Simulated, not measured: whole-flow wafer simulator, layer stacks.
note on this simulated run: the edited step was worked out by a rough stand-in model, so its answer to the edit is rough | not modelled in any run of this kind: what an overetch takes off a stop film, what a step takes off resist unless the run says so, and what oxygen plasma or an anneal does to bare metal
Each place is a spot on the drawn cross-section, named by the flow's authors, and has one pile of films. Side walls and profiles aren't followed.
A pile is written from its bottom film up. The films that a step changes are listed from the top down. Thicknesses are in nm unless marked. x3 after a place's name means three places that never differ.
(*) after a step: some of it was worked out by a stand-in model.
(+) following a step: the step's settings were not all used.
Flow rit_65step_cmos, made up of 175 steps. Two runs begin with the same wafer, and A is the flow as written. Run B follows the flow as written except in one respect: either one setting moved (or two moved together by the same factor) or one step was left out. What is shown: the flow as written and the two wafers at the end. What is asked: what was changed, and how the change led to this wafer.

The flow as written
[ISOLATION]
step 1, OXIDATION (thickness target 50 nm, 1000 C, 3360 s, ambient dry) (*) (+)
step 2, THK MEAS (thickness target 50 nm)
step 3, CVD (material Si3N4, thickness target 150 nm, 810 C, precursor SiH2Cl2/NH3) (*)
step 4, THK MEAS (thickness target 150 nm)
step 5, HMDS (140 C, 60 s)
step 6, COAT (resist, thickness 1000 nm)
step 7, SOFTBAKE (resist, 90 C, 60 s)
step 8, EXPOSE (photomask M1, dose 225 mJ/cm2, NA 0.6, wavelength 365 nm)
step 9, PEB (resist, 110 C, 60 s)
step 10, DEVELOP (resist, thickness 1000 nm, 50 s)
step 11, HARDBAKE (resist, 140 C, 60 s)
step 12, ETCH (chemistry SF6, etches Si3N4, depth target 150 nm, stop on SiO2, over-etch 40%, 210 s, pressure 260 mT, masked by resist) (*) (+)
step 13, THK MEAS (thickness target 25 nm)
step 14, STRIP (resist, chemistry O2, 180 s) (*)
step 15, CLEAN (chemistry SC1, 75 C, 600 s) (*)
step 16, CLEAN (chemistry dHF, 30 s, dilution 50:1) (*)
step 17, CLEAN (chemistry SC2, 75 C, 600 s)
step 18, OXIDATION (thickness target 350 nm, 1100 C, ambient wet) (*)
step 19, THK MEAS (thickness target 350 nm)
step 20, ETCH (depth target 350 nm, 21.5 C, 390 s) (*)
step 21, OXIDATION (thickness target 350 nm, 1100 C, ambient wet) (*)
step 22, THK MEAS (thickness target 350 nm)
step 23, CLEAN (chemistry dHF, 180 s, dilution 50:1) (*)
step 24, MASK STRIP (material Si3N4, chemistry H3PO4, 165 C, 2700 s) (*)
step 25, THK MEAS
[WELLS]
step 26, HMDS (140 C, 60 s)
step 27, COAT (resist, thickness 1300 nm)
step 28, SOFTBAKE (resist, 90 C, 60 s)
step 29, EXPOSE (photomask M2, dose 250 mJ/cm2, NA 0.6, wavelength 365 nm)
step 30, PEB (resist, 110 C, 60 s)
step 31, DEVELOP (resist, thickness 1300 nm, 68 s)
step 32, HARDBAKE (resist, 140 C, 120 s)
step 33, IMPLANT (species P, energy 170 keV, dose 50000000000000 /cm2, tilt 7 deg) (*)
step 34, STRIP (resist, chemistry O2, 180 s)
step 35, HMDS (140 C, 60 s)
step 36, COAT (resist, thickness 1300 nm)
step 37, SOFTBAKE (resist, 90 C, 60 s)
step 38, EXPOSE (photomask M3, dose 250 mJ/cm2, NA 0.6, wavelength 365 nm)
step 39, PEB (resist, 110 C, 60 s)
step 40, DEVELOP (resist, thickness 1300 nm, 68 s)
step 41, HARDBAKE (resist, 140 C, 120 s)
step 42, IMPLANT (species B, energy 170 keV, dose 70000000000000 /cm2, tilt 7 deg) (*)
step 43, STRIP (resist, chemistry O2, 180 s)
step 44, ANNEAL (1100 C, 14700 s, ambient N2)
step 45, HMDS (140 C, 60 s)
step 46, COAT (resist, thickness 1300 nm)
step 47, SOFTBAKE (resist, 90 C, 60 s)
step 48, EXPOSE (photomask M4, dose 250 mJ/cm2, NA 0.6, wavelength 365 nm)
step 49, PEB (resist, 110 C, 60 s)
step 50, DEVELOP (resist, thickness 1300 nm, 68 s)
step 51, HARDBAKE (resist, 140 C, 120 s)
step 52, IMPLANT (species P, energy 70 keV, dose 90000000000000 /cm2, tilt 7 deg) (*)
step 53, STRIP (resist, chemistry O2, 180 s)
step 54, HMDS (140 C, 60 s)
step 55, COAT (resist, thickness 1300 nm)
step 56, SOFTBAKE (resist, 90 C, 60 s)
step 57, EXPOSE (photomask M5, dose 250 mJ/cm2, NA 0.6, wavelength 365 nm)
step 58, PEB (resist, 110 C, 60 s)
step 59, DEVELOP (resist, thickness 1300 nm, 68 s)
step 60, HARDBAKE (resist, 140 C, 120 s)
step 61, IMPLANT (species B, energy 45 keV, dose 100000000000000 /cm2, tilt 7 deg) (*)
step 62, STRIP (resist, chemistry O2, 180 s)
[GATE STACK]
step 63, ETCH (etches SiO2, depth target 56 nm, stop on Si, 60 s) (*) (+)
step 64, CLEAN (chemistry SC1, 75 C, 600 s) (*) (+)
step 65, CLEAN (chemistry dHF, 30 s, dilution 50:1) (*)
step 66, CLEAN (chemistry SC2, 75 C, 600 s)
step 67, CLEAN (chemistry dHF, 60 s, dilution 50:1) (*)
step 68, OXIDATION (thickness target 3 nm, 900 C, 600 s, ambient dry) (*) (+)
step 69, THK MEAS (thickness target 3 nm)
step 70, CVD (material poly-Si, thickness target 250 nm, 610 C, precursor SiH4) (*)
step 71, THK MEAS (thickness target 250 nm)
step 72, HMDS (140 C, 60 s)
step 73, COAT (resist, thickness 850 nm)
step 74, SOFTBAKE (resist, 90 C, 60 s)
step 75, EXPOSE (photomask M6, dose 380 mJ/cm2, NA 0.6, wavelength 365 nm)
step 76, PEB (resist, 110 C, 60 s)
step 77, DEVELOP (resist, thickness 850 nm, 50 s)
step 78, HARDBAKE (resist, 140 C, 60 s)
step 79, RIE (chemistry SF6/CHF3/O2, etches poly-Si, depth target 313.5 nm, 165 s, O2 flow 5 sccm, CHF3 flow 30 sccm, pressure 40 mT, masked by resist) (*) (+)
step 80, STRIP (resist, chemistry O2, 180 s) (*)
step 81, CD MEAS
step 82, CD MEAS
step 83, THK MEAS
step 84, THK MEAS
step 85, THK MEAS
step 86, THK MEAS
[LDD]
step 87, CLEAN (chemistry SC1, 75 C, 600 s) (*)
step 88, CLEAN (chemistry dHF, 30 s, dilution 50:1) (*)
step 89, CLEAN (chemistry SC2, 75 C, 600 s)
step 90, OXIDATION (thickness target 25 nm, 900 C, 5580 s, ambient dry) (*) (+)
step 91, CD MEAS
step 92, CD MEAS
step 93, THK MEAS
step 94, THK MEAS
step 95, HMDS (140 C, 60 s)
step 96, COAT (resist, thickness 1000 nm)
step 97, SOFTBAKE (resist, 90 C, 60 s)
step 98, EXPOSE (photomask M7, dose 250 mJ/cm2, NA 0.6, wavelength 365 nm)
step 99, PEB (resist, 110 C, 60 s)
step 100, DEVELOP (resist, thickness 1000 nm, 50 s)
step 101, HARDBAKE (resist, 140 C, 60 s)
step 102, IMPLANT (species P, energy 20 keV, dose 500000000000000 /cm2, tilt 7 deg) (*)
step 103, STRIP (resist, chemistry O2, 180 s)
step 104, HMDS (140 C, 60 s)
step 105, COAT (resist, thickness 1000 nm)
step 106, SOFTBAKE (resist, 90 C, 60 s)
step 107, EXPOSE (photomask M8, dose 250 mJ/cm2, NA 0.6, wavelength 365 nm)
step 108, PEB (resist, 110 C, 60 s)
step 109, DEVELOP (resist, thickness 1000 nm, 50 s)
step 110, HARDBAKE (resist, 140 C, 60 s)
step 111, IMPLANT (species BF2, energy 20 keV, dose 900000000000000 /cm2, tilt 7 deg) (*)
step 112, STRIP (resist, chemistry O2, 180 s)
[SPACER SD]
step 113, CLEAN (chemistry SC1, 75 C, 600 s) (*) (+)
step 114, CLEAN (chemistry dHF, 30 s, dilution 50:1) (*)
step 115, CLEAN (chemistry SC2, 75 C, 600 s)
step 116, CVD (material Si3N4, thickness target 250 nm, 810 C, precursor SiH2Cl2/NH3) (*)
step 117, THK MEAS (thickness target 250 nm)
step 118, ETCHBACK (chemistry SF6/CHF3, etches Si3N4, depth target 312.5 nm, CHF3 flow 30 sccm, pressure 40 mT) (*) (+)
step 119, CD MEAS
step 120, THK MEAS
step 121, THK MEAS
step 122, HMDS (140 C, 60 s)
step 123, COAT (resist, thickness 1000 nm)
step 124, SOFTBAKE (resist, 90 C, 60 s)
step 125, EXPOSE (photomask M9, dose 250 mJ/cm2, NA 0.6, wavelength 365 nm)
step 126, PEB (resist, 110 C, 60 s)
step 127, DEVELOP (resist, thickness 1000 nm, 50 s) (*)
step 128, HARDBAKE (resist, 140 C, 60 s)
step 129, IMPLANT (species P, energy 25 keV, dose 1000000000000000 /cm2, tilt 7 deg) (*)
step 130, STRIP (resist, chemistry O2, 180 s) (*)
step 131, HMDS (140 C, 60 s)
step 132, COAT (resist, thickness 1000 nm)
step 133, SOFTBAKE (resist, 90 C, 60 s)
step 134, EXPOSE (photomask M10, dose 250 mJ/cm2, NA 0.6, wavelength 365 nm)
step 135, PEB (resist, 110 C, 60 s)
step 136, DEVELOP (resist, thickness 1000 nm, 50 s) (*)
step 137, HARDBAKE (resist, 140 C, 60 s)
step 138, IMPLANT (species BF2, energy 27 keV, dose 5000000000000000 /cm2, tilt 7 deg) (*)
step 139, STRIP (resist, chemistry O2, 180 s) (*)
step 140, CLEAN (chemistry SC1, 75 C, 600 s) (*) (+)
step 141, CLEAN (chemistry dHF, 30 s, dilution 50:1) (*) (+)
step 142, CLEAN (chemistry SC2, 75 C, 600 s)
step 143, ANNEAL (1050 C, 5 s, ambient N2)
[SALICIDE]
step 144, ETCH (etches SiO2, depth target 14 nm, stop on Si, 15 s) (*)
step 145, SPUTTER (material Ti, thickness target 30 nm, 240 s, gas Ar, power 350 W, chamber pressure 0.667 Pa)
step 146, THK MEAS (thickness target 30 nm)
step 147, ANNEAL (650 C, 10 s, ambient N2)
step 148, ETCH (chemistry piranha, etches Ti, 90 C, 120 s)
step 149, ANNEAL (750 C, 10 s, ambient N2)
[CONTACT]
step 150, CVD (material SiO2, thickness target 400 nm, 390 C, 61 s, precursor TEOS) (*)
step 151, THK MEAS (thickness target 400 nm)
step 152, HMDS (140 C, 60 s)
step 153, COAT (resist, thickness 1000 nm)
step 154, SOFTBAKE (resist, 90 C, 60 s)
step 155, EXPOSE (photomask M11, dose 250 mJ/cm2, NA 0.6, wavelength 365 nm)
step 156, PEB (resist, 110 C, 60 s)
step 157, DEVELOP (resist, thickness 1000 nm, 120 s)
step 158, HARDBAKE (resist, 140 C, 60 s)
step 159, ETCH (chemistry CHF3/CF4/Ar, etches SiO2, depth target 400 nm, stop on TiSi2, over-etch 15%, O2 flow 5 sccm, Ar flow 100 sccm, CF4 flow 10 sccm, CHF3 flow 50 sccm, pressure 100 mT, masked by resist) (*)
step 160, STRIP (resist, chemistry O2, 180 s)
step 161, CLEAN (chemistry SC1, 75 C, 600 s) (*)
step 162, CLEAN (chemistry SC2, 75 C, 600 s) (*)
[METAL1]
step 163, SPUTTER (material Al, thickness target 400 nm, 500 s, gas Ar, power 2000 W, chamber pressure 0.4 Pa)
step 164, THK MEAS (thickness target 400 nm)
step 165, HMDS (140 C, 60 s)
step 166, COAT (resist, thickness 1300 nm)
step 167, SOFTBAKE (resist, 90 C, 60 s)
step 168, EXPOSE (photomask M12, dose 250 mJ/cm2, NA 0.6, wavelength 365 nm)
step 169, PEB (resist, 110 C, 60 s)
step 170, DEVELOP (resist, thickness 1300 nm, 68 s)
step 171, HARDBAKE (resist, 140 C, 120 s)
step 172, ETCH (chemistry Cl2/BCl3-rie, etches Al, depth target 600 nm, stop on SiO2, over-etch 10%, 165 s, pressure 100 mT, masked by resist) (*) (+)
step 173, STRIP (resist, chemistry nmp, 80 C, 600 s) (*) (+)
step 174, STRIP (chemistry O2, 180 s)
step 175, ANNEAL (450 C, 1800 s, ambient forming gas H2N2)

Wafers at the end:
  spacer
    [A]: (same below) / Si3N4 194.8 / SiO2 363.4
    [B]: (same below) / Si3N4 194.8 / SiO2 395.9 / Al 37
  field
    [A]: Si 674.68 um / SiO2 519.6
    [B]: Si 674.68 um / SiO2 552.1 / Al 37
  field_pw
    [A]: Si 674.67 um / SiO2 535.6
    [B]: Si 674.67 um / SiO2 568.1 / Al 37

Cause: step 172, ETCH: depth target 330 nm was run, though the flow has depth target 600 nm.

Step by step, how the change led to this:
  step 172, ETCH (chemistry Cl2/BCl3-rie, etches Al, depth target 600 nm, stop on SiO2, over-etch 10%, 165 s, pressure 100 mT, masked by resist) (*) (+)
      field, field_pw, field_p, spacer, spacer_p: A Al loses 400 (all of it), SiO2 loses 32.5 | B Al loses 363
      gate_n, gate_p: A Al loses 396 (all of it), SiO2 loses 33 | B Al loses 363
      (also at 1 further place)
With metal films that touch counted as one body, spacer has 1 body; the flow as written gives 0 bodies.
With metal films that touch counted as one body, field has 1 body; the flow as written gives 0 bodies.
With metal films that touch counted as one body, field_pw has 1 body; the flow as written gives 0 bodies.
